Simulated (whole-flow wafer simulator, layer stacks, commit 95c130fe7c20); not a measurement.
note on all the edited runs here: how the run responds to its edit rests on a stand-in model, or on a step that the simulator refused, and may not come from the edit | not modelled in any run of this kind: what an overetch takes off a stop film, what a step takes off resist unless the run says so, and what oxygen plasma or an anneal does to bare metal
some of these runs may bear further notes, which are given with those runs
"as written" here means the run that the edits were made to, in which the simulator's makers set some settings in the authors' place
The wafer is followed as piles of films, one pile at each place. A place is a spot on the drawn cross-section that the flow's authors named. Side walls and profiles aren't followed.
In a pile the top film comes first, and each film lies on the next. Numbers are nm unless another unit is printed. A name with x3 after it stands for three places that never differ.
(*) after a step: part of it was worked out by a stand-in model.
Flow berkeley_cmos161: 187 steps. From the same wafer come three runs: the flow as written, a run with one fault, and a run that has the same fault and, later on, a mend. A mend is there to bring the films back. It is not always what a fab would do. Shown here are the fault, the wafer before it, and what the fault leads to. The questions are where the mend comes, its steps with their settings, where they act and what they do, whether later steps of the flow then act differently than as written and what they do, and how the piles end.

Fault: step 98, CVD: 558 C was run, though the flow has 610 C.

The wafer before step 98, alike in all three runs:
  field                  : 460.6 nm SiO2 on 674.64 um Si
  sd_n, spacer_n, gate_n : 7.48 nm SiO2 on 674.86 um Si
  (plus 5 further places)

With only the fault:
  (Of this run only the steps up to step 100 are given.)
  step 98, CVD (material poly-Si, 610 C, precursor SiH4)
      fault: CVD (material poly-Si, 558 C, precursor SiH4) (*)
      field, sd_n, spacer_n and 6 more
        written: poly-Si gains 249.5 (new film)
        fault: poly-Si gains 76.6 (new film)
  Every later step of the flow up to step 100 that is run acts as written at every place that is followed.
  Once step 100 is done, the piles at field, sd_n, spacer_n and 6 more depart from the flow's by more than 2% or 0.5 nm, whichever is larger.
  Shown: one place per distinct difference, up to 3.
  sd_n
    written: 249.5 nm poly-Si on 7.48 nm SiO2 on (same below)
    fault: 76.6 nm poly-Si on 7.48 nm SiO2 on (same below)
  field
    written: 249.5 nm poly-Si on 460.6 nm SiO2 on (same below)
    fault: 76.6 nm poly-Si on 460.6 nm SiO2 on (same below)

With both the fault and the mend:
  The mend stands after step 100.
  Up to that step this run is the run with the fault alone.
  step 100a, ETCH (chemistry tmah, depth target 88.13 nm)
      field, sd_n, spacer_n and 6 more
        poly-Si loses 76.6 (all of it)
  step 100b, CLEAN (chemistry SPM) (*) (the flow's step 94 again)
      leaves every film unchanged at each place that is followed
  step 100c, CVD (material poly-Si, 610 C, precursor SiH4) (*) (the flow's step 98 again)
      field, sd_n, spacer_n and 6 more
        poly-Si gains 249.5 (new film)
  Every later step of the flow that is run acts as written, at every place that is followed, to within 2% or 0.5 nm, whichever is larger.
  At every place that both follow, the piles at the end match the flow's.
